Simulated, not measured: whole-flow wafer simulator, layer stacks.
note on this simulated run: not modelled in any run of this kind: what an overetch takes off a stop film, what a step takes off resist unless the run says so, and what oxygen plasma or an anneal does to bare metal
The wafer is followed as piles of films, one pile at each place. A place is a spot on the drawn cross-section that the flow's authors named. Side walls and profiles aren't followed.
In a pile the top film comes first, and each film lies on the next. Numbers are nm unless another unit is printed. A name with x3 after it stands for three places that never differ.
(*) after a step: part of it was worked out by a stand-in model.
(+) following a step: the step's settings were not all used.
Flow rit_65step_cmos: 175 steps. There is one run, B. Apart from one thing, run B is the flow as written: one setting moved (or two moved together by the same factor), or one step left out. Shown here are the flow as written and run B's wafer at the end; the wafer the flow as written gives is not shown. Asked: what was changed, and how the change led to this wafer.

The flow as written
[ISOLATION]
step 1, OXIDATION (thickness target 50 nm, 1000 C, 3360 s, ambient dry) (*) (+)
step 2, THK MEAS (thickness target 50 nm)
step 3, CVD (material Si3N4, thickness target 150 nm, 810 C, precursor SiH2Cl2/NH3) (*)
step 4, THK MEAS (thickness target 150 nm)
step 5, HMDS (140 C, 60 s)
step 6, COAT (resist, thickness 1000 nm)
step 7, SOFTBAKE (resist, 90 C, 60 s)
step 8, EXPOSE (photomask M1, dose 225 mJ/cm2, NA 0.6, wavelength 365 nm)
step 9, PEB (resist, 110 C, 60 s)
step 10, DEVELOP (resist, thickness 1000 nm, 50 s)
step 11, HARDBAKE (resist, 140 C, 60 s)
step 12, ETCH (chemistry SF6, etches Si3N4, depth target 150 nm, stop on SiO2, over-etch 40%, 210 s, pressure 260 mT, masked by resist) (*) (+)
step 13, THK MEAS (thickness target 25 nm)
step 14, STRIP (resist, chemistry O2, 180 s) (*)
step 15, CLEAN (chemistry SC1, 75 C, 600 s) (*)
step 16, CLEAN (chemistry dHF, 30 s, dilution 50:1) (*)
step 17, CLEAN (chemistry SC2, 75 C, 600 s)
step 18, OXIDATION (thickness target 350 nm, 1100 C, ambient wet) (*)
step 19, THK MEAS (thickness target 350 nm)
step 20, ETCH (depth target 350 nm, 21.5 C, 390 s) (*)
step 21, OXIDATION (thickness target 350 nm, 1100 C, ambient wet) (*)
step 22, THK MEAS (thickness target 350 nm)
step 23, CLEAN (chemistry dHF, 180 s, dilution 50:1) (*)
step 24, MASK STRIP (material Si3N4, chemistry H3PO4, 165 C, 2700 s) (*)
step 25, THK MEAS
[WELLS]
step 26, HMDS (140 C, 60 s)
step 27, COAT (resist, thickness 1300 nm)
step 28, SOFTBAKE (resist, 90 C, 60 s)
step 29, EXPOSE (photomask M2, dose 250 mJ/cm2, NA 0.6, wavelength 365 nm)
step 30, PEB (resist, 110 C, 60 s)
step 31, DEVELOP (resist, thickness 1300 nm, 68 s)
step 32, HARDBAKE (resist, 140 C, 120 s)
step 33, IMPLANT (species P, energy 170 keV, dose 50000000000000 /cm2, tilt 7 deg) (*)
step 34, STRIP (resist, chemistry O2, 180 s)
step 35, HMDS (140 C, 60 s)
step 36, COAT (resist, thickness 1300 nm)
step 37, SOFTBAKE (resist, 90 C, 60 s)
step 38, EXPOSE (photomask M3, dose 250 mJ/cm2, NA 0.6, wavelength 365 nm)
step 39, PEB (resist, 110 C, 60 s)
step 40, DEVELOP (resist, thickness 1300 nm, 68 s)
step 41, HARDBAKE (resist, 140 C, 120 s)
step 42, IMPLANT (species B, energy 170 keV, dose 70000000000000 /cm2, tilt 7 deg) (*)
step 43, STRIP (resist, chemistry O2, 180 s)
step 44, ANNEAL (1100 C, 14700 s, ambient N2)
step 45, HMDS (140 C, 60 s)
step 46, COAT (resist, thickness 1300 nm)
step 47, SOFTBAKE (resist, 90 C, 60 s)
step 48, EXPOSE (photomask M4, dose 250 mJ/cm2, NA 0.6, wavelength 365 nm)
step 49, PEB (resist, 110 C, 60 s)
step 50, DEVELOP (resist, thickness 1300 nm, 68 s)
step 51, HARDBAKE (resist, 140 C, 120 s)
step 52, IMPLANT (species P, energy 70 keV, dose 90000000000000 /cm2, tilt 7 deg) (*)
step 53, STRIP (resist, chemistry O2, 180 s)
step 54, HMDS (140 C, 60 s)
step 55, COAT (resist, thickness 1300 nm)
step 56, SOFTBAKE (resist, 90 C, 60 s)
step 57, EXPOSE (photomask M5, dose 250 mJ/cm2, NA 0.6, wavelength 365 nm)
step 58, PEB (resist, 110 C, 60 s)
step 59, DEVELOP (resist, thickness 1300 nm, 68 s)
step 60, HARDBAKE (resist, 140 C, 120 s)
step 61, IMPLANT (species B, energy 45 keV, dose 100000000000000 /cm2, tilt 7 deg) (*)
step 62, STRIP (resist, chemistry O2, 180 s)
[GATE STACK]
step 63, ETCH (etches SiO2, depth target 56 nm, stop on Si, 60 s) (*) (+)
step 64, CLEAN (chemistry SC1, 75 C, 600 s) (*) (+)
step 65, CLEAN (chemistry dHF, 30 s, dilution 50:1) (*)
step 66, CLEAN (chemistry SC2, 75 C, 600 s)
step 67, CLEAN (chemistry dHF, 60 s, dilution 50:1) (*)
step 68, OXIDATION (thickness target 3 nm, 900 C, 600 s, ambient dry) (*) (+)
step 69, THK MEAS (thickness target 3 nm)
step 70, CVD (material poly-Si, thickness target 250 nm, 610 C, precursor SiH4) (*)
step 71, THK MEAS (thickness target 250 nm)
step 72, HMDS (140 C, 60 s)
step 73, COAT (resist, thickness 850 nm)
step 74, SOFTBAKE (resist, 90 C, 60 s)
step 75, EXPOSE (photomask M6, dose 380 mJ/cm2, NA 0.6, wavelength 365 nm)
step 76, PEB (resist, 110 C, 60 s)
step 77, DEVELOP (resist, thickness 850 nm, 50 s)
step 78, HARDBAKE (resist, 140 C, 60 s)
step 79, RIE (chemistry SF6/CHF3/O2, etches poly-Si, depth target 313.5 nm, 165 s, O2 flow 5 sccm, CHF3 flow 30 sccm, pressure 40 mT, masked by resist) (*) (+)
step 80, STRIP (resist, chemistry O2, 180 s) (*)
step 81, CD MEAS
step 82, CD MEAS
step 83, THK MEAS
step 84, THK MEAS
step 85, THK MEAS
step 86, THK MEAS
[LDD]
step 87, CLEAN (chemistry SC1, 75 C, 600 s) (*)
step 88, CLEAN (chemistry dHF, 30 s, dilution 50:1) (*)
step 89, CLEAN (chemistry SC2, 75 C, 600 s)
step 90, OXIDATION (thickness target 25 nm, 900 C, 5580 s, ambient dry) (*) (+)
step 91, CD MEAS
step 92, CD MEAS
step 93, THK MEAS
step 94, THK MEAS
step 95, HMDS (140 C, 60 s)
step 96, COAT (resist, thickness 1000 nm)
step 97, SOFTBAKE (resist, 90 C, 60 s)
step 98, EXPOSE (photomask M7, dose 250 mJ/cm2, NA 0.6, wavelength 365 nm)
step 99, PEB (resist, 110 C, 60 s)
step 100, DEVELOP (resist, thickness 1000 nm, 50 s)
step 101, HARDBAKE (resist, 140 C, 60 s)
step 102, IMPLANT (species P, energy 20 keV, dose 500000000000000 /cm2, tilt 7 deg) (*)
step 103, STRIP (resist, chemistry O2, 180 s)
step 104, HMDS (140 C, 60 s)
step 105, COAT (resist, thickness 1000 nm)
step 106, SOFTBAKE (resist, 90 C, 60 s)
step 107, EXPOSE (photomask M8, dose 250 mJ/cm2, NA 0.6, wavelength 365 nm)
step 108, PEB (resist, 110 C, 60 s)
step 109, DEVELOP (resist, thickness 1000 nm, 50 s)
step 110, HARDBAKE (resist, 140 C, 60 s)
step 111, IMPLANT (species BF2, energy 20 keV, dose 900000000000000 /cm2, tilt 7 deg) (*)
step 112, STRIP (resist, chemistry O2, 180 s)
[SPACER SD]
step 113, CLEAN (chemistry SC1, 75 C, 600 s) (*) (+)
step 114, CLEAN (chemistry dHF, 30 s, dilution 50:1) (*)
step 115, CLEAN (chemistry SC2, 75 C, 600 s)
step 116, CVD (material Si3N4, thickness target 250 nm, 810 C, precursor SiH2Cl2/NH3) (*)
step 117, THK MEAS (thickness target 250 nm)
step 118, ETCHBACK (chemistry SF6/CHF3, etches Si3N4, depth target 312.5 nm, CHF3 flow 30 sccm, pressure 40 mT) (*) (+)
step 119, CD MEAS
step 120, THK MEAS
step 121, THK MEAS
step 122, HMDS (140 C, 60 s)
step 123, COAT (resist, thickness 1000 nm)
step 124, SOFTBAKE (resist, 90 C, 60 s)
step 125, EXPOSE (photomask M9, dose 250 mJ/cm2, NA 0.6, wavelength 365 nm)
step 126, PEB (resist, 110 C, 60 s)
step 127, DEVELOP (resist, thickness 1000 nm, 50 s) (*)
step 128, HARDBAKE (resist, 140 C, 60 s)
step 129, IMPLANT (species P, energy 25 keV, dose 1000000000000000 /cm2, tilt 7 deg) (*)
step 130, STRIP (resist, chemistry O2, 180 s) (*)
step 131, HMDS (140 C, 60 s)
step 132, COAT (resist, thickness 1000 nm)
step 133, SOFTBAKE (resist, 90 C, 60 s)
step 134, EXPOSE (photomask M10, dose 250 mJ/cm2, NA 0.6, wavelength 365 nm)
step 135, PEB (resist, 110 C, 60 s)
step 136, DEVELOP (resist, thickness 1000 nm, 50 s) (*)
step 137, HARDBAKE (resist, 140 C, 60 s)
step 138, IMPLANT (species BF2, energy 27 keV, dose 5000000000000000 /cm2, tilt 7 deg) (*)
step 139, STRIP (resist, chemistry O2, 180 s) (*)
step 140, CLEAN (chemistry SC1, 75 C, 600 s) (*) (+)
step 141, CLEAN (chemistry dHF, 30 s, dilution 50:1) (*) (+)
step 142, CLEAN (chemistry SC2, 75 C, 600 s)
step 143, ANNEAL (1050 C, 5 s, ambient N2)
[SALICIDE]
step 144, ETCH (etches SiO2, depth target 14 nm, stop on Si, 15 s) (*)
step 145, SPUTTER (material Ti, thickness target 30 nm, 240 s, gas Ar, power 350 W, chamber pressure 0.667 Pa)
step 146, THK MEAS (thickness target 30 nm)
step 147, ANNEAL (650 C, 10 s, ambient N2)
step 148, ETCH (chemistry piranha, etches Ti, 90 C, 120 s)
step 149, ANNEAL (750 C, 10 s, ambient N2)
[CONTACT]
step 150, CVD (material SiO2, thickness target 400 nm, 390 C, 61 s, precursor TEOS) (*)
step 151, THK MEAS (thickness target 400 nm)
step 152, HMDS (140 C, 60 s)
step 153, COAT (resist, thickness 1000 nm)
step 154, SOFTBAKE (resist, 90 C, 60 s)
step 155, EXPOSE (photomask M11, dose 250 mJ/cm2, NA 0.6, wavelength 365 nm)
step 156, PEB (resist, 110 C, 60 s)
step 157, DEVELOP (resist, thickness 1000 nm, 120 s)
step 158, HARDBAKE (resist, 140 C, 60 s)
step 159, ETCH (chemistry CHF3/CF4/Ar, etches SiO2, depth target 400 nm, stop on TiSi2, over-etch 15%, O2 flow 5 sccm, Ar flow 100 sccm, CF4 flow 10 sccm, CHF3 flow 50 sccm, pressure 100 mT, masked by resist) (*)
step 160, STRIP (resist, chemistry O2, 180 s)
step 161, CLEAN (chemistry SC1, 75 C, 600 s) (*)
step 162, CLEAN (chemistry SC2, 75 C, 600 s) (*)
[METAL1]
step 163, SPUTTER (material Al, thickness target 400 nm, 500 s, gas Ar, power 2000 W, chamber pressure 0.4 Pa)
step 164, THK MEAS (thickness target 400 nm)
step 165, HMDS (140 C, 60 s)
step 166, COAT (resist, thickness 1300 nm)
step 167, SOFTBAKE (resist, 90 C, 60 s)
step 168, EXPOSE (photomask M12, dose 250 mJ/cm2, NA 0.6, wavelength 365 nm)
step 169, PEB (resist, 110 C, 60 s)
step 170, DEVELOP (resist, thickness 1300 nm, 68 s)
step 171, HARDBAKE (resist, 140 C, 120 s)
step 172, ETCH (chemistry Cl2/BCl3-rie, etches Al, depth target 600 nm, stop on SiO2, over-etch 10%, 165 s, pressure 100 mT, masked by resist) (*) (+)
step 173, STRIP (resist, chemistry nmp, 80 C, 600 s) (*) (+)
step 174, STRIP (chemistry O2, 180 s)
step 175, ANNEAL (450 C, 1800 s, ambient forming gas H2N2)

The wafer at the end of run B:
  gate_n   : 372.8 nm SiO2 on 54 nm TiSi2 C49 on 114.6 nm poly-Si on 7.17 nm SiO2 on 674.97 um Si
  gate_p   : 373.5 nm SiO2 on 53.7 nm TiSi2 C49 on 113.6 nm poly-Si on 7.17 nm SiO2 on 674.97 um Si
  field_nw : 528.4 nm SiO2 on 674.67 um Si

What caused this: step 149, ANNEAL: 638 C was run, whereas the flow has 750 C.

How this came from the change, step by step:
  step 149, ANNEAL (750 C, 10 s, ambient N2)
      gate_n: TiSi first loses 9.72 (all of it), TiSi2 C49 gains 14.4, poly-Si loses 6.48 (it would be, as written: TiSi2 gains 50.8 (new film), TiSi first loses 9.72 (all of it), TiSi2 C49 loses 39.5 (all of it), poly-Si loses 6.48)
      gate_p: TiSi first loses 9.46 (all of it), TiSi2 C49 gains 14.1, poly-Si loses 6.31 (it would be, as written: TiSi2 gains 50.6 (new film), TiSi first loses 9.46 (all of it), TiSi2 C49 loses 39.6 (all of it), poly-Si loses 6.31)
